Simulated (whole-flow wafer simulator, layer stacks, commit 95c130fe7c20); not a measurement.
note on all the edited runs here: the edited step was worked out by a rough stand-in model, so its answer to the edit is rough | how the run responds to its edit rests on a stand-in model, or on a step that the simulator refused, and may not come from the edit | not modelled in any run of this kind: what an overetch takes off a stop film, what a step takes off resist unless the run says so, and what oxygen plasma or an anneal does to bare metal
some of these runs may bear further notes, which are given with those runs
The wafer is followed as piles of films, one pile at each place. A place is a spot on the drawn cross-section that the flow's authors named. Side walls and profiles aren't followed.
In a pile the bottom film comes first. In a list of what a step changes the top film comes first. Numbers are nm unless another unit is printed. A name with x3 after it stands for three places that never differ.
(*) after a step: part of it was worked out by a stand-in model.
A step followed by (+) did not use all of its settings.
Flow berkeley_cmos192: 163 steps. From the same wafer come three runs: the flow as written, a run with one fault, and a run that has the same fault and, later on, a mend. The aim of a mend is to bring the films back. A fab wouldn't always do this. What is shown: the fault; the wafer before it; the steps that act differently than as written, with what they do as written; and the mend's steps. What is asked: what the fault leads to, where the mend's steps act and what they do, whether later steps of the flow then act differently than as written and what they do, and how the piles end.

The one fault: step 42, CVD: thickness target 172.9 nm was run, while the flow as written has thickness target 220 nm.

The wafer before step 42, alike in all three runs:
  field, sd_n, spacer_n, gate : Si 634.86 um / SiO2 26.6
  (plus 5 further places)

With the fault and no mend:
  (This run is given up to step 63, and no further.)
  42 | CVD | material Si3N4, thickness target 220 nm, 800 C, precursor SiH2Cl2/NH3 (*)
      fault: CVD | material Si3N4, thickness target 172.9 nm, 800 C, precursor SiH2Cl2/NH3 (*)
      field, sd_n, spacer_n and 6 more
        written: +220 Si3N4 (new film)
        fault: +172.9 Si3N4 (new film)
  Steps later in the flow that act otherwise than as written (not shown: 2 more steps that differ only slightly, by at most 2% or 0.5 nm, whichever is larger):
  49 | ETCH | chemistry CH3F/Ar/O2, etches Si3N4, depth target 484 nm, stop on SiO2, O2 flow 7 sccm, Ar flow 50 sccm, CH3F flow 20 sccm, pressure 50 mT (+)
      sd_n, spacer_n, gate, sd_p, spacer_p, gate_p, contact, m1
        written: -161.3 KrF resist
        fault: -129.9 KrF resist
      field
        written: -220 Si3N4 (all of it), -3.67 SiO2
        fault: -172.9 Si3N4 (all of it), -3.67 SiO2
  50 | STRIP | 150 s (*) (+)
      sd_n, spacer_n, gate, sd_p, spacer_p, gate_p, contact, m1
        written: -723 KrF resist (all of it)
        fault: -754.4 KrF resist (all of it)
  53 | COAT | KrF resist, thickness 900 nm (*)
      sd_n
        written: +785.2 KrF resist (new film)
        fault: +809.2 KrF resist (new film)
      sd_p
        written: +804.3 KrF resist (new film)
        fault: +824.2 KrF resist (new film)
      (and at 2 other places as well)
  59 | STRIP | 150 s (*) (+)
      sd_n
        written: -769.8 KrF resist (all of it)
        fault: -793.7 KrF resist (all of it)
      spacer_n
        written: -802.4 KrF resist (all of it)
        fault: -819 KrF resist (all of it)
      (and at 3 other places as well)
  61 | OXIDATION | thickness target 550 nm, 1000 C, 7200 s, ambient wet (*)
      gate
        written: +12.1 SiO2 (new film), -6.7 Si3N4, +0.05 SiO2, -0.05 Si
        fault: +12.1 SiO2 (new film), -6.7 Si3N4
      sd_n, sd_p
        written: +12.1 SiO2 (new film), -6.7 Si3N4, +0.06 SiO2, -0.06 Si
        fault: +12.1 SiO2 (new film), -6.7 Si3N4, +0.7 SiO2, -0.33 Si
  After step 63, at sd_n, spacer_n, gate, sd_p, spacer_p, gate_p, contact, m1, the piles differ from the flow's by more than 2% or 0.5 nm, whichever is larger.
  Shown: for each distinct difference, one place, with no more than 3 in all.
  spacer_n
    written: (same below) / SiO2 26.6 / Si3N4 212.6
    fault: (same below) / SiO2 26.6 / Si3N4 165.5
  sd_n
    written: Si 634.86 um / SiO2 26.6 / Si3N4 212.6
    fault: Si 634.86 um / SiO2 27.3 / Si3N4 165.5
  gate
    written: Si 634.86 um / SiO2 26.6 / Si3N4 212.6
    fault: Si 634.86 um / SiO2 26.6 / Si3N4 165.5

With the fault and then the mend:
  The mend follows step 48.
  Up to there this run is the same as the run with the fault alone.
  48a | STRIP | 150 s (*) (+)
      sd_n, spacer_n, gate, sd_p, spacer_p, gate_p, contact, m1
        -884.4 KrF resist (all of it)
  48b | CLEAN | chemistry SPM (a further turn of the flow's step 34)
      leaves every film unchanged at each place that is followed
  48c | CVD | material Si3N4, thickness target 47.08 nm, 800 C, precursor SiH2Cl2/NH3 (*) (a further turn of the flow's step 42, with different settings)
      field, sd_n, spacer_n and 6 more
        +47.1 Si3N4
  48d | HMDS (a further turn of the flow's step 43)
      leaves every film unchanged at each place that is followed
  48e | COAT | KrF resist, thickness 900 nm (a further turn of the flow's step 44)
      field, sd_n, spacer_n and 6 more
        +900 KrF resist (new film)
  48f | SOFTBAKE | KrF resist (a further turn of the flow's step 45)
      leaves every film unchanged at each place that is followed
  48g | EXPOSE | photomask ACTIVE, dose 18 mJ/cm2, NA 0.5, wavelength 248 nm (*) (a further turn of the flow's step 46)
      leaves every film unchanged at each place that is followed
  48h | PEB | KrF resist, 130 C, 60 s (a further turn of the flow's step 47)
      field, sd_n, spacer_n and 6 more
        -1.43 KrF resist
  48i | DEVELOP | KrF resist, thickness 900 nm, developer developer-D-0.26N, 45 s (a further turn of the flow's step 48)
      sd_n, spacer_n, gate, sd_p, spacer_p, gate_p, contact, m1
        -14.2 KrF resist
      field
        -898.6 KrF resist (all of it)
  None of the later steps of the flow differs from how it acts as written, at any place that is followed, by more than 2% or 0.5 nm, whichever is larger.
  By the end, the piles equal the flow's at every place that both follow.
